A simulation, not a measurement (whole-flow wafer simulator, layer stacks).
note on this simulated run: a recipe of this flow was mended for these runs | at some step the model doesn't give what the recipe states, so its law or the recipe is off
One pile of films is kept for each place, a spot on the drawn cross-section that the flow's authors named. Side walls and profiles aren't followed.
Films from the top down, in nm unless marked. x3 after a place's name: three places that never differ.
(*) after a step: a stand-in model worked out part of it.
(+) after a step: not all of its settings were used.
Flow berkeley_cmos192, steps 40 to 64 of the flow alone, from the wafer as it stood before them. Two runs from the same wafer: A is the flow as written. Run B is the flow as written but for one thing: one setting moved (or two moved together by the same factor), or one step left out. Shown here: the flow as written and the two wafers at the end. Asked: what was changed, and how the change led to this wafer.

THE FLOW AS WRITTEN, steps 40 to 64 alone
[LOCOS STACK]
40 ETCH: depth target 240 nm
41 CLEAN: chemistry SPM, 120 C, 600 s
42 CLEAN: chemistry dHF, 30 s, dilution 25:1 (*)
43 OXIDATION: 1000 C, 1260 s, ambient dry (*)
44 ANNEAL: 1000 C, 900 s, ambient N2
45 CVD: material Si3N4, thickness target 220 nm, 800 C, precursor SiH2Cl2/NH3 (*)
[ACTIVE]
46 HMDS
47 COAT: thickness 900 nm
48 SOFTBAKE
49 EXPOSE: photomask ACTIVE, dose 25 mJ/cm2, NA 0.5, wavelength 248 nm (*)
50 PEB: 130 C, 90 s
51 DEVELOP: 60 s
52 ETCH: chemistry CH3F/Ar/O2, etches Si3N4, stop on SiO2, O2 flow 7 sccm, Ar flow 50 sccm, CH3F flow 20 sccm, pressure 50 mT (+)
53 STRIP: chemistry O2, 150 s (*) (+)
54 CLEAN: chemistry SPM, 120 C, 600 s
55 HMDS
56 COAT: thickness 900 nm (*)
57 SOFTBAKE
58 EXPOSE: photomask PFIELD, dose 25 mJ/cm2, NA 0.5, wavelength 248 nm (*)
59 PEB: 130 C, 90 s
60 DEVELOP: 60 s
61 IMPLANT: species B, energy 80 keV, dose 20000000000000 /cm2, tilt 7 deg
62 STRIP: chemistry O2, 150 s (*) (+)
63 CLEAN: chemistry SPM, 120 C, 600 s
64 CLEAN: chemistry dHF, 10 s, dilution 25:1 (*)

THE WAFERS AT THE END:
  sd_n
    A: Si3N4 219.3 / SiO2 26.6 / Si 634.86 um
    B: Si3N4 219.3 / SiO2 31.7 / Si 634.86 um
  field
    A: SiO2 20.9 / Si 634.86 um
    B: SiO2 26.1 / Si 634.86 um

The cause: step 43, OXIDATION: 1748 s was run, where the flow has 1260 s.

How the change led to this, step by step:
  43 OXIDATION: 1000 C, 1260 s, ambient dry (*)
      field, sd_n, spacer_n and 6 more: A SiO2 +26.6 (new film), Si -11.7 | B SiO2 +31.7 (new film), Si -14
